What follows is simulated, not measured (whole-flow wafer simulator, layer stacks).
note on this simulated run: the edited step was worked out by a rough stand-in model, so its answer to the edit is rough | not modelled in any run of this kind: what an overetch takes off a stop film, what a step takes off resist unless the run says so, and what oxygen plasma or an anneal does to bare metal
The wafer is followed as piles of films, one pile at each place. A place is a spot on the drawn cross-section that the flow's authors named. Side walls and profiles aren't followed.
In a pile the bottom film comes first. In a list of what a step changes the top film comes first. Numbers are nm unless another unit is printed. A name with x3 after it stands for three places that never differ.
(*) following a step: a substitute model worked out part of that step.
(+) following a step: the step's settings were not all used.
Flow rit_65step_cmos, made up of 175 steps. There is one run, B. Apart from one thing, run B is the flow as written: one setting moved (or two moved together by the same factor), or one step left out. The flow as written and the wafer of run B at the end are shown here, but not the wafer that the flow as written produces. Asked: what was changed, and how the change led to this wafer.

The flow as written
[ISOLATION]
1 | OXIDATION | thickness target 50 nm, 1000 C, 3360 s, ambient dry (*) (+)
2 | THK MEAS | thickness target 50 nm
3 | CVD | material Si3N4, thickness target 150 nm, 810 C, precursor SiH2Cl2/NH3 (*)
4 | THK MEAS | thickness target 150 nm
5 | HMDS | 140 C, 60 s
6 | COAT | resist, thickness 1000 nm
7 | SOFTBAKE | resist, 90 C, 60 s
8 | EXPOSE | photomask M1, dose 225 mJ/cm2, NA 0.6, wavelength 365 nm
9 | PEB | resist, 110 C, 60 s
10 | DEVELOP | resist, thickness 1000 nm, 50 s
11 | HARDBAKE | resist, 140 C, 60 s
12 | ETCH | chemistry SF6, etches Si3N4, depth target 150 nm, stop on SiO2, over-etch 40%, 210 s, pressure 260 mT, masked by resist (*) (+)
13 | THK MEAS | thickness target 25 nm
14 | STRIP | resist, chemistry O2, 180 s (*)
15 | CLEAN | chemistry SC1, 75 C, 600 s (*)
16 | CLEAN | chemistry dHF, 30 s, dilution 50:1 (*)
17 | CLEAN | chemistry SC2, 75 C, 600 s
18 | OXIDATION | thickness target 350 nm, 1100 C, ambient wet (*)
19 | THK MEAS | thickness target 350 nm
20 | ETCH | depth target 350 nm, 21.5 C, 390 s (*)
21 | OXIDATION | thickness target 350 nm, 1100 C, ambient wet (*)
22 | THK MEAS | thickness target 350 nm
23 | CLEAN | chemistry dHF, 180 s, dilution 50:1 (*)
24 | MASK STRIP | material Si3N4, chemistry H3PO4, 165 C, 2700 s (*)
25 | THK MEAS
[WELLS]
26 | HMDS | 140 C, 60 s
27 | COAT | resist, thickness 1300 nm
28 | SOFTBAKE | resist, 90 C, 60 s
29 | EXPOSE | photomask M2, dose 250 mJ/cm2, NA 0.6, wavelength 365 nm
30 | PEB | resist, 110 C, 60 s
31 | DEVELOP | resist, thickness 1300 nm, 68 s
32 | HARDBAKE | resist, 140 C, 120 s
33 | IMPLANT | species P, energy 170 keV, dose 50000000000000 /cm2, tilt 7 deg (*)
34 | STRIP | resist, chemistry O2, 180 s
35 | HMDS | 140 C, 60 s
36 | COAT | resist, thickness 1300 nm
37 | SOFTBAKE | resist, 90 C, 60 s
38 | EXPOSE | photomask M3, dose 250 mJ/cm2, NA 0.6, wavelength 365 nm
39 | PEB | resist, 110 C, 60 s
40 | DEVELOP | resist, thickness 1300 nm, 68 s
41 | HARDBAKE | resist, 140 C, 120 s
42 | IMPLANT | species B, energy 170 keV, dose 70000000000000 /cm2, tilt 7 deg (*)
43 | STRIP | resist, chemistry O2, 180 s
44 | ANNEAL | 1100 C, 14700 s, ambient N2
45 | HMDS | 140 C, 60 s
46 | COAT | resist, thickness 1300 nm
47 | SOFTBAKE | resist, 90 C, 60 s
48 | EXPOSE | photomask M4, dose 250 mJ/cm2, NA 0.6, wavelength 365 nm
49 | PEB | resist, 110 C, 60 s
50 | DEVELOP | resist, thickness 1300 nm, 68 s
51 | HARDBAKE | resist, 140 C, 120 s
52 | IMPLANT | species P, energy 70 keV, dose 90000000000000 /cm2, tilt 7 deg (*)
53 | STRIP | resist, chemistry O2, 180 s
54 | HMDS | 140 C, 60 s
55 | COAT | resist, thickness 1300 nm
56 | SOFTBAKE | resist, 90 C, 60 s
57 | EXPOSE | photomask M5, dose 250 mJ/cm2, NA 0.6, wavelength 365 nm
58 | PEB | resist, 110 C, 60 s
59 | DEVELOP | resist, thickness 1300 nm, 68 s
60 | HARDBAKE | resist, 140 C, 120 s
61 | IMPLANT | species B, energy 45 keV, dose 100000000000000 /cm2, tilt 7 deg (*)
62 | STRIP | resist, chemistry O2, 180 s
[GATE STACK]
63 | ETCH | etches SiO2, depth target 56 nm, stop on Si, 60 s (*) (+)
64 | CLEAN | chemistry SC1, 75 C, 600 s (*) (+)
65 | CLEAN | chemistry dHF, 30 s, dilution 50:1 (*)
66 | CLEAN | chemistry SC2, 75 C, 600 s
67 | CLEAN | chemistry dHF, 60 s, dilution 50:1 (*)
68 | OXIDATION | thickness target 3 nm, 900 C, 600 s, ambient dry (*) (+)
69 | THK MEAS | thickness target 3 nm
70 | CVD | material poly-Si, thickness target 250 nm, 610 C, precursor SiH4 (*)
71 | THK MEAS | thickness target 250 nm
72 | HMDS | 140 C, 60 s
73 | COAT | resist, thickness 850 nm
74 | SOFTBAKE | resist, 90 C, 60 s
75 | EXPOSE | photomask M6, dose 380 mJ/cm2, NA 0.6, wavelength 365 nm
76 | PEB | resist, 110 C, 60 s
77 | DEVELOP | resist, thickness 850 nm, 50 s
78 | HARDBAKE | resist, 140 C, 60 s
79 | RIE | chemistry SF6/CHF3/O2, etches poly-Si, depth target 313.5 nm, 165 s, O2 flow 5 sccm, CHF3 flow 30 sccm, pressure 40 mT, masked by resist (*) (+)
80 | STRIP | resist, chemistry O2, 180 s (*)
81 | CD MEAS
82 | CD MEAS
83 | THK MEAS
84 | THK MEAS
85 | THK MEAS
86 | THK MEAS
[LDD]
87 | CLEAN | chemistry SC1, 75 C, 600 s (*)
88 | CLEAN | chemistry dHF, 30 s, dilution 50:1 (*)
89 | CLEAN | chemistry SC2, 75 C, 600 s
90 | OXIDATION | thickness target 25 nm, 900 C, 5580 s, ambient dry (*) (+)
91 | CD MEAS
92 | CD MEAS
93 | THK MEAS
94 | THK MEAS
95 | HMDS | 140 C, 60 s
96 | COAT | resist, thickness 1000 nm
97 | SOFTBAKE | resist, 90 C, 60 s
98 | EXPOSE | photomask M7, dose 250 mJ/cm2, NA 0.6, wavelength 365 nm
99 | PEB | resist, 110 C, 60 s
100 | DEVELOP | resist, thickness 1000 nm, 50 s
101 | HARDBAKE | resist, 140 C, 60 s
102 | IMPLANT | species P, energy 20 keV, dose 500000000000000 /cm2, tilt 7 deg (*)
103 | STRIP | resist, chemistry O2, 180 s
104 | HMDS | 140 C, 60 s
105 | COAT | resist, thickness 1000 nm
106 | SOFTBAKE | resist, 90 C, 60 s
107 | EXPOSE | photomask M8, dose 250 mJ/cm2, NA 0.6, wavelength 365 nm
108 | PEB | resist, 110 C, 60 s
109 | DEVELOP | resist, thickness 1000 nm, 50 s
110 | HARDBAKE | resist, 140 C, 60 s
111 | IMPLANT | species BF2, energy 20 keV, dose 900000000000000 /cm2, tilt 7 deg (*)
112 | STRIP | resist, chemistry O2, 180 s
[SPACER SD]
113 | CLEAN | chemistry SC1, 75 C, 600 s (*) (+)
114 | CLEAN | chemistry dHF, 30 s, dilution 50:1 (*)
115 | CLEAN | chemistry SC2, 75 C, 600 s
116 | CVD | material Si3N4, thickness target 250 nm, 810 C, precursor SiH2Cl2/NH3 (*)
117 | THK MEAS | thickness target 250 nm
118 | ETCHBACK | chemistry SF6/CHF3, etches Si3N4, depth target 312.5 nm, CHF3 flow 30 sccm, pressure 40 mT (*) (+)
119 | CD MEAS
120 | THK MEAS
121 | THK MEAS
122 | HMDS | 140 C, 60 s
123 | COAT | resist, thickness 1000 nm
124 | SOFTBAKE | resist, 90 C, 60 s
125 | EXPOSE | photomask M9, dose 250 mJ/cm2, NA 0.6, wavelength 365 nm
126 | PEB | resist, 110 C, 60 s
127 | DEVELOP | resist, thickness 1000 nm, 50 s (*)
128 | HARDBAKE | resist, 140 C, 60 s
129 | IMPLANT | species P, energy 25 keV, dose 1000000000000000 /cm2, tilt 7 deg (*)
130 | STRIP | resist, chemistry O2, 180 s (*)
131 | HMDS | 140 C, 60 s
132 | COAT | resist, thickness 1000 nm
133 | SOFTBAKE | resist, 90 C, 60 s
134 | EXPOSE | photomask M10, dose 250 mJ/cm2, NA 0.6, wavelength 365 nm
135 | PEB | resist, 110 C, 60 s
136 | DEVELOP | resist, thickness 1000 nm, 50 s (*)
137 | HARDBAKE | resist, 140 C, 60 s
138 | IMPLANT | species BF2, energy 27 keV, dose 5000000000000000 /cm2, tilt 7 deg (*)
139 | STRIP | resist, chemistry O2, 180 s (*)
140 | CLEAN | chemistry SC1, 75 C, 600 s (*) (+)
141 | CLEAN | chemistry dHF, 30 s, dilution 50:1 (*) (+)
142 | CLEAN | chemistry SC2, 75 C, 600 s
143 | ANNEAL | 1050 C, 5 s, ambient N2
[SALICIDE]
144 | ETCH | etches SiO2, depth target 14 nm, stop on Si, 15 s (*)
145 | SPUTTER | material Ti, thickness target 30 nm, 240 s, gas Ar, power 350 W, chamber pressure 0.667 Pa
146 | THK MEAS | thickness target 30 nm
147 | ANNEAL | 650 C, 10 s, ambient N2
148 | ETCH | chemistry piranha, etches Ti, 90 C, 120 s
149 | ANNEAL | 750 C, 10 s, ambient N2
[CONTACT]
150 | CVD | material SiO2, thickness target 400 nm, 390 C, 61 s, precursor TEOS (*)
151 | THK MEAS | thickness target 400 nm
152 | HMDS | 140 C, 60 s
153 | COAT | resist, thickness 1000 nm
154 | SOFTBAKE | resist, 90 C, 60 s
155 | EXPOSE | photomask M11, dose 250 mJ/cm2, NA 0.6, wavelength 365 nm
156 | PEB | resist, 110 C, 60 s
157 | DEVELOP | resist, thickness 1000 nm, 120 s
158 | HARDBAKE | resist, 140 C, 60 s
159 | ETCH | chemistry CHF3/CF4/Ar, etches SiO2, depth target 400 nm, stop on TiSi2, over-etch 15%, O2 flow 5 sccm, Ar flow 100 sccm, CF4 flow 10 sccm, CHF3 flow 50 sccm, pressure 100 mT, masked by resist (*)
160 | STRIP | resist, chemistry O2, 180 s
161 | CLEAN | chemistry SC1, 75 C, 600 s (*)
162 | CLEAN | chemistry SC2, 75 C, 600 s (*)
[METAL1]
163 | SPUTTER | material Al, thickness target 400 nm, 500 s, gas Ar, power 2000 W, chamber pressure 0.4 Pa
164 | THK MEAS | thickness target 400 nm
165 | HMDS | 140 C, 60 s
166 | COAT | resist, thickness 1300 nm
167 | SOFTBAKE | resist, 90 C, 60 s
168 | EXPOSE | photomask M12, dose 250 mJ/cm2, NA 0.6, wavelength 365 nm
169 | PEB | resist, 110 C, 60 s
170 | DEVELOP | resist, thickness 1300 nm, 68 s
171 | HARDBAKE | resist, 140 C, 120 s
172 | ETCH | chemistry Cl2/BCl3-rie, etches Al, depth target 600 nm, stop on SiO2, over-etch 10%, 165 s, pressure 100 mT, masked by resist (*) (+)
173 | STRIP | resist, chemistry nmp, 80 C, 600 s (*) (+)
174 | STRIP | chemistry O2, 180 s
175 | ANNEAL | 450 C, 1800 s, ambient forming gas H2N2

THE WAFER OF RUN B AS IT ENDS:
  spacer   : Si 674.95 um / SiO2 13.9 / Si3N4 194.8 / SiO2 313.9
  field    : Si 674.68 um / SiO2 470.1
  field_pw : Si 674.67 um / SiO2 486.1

Cause: step 172, ETCH: depth target 960 nm was run, while the flow as written has depth target 600 nm.

The path from the change to this, step by step:
  172 | ETCH | chemistry Cl2/BCl3-rie, etches Al, depth target 600 nm, stop on SiO2, over-etch 10%, 165 s, pressure 100 mT, masked by resist (*) (+)
      field, field_pw, field_p, spacer, spacer_p: Al loses 400 (all of it), SiO2 loses 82 (it would be, as written: Al loses 400 (all of it), SiO2 loses 32.5)
      gate_n, gate_p: Al loses 396 (all of it), SiO2 loses 82.5 (it would be, as written: Al loses 396 (all of it), SiO2 loses 33)
      (and at 1 other place as well)
